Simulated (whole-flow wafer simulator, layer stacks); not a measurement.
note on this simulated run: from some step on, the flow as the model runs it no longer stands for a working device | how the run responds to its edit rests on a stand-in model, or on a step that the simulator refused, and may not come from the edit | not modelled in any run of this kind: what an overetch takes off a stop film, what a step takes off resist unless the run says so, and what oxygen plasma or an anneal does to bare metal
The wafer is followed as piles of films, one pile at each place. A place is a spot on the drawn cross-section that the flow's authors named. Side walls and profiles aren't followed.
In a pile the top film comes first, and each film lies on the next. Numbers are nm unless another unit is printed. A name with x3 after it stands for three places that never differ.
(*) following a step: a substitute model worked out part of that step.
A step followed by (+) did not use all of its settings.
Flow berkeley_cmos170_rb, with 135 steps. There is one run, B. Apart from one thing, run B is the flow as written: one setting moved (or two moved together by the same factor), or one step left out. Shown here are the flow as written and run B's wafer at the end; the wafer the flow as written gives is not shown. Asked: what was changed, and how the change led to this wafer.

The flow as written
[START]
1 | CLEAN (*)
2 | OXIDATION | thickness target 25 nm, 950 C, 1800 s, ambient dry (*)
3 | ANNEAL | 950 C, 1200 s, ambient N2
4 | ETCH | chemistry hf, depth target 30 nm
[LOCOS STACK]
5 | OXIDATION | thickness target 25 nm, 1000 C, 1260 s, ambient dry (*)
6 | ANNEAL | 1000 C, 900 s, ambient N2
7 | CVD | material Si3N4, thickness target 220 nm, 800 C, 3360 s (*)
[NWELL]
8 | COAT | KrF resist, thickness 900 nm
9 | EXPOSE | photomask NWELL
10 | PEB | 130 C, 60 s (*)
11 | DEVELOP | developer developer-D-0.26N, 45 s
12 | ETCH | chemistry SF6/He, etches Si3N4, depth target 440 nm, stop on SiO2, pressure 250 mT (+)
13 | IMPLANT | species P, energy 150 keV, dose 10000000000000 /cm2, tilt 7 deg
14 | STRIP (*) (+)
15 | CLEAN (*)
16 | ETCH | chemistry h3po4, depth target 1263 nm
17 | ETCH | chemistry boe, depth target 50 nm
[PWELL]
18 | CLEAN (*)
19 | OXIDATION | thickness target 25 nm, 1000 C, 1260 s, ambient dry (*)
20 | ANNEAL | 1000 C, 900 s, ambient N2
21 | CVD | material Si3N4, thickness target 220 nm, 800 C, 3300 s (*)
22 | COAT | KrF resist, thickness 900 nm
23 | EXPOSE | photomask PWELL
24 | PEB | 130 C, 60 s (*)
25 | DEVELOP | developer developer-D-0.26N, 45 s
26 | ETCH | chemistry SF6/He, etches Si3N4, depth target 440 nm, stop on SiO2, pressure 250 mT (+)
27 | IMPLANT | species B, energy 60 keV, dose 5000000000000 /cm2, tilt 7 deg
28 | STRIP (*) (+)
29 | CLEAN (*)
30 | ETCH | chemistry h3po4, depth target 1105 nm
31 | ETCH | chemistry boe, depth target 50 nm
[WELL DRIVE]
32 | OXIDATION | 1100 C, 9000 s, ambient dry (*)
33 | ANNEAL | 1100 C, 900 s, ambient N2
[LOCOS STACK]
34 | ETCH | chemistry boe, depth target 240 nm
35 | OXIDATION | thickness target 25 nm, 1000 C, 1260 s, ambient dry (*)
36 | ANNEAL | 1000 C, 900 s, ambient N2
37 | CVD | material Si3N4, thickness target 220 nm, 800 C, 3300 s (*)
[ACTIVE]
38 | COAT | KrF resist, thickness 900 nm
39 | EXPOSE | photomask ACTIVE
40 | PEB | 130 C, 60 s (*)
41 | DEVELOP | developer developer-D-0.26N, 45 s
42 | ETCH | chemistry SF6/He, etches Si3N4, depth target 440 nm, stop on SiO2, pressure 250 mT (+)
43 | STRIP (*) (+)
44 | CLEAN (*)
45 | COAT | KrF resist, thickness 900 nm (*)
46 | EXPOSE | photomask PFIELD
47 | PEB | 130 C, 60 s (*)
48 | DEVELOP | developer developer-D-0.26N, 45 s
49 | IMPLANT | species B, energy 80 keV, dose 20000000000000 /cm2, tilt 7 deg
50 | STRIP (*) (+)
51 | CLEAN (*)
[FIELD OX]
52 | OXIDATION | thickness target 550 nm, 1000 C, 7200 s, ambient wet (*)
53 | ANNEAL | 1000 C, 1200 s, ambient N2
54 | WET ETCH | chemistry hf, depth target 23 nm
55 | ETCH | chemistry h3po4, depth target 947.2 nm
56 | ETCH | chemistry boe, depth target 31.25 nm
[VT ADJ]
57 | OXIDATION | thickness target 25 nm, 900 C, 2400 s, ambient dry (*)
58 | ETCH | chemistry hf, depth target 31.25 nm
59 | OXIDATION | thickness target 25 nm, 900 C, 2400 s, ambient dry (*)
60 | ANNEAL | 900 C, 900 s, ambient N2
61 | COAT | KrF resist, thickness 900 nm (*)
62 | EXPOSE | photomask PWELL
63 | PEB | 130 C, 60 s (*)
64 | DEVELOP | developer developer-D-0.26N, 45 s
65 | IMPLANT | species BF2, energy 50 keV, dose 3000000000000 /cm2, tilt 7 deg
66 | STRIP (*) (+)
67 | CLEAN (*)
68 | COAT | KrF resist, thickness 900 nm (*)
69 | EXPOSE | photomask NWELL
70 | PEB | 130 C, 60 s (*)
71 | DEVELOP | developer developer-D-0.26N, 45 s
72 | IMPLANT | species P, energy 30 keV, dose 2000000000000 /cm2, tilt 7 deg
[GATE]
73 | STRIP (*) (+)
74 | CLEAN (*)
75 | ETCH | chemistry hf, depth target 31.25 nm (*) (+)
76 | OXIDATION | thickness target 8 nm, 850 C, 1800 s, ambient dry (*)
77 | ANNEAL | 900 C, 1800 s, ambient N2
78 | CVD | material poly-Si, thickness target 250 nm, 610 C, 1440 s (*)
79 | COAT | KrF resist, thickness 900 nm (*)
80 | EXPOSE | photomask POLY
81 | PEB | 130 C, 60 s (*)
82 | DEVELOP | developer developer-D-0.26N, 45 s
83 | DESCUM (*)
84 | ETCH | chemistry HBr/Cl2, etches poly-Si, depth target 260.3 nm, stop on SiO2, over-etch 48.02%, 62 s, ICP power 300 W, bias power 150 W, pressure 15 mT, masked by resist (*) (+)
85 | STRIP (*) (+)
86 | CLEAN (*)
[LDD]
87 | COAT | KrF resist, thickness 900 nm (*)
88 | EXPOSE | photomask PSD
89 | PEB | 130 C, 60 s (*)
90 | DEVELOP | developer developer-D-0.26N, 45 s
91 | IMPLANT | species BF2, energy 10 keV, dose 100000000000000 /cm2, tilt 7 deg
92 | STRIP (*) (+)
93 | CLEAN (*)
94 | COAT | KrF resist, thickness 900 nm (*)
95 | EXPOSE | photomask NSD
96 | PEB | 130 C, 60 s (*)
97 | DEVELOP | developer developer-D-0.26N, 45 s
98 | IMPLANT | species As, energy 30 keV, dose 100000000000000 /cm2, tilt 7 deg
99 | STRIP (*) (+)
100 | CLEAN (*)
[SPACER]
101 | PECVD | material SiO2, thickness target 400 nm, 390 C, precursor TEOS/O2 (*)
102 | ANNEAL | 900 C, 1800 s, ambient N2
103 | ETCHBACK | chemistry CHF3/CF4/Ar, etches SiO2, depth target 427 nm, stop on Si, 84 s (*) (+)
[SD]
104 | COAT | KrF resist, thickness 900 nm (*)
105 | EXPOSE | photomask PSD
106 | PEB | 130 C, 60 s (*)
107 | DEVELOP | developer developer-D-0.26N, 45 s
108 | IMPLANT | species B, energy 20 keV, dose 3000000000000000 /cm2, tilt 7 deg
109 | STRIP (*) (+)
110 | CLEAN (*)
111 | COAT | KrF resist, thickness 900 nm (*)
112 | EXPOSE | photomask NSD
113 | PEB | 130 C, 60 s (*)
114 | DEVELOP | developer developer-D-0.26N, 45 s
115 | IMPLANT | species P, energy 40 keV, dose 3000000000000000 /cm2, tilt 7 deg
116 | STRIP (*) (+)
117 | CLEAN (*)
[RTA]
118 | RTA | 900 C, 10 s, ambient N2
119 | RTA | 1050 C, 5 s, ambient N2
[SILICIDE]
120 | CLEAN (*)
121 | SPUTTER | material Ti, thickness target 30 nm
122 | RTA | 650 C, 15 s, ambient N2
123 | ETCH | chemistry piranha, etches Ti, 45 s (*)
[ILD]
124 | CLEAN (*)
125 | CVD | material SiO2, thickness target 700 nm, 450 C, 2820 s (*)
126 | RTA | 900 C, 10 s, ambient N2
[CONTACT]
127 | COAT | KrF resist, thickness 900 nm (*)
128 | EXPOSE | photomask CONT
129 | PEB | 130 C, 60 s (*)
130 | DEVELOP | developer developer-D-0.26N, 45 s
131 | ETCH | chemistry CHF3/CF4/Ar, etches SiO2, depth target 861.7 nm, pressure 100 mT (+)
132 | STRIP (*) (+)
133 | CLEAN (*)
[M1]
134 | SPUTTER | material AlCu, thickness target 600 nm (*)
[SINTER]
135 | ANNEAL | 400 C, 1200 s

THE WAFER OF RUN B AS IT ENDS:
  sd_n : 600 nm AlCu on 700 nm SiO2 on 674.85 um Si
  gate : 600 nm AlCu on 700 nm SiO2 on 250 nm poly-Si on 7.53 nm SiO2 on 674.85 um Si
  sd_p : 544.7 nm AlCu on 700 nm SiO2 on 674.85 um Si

The reason: step 122, RTA: 650 C, 15 s, ambient N2, was skipped.

How this came from the change, step by step:
  123 | ETCH | chemistry piranha, etches Ti, 45 s (*)
      sd_n, gate, gate_p, contact, m1: -30 Ti (all of it) (in the flow as written it would be: -6.6 Ti (all of it))
      sd_p: -27.1 Ti (all of it) (in the flow as written it would be: -5.96 Ti (all of it))
  126 | RTA | 900 C, 10 s, ambient N2
      sd_n, contact, m1: nothing (in the flow as written it would be: under 1 film: +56 TiSi2 (new film), -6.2 TiSi first (all of it), -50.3 TiSi2 C49 (all of it), -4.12 Si)
      gate, gate_p: nothing (in the flow as written it would be: under 1 film: +56 TiSi2 (new film), -6.2 TiSi first (all of it), -50.3 TiSi2 C49 (all of it), -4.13 poly-Si)
      (as well as at 1 more place)
  131 | ETCH | chemistry CHF3/CF4/Ar, etches SiO2, depth target 861.7 nm, pressure 100 mT (+)
      contact: -700 SiO2 (all of it), -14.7 Si (in the flow as written it would be: -700 SiO2 (all of it), -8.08 TiSi2)
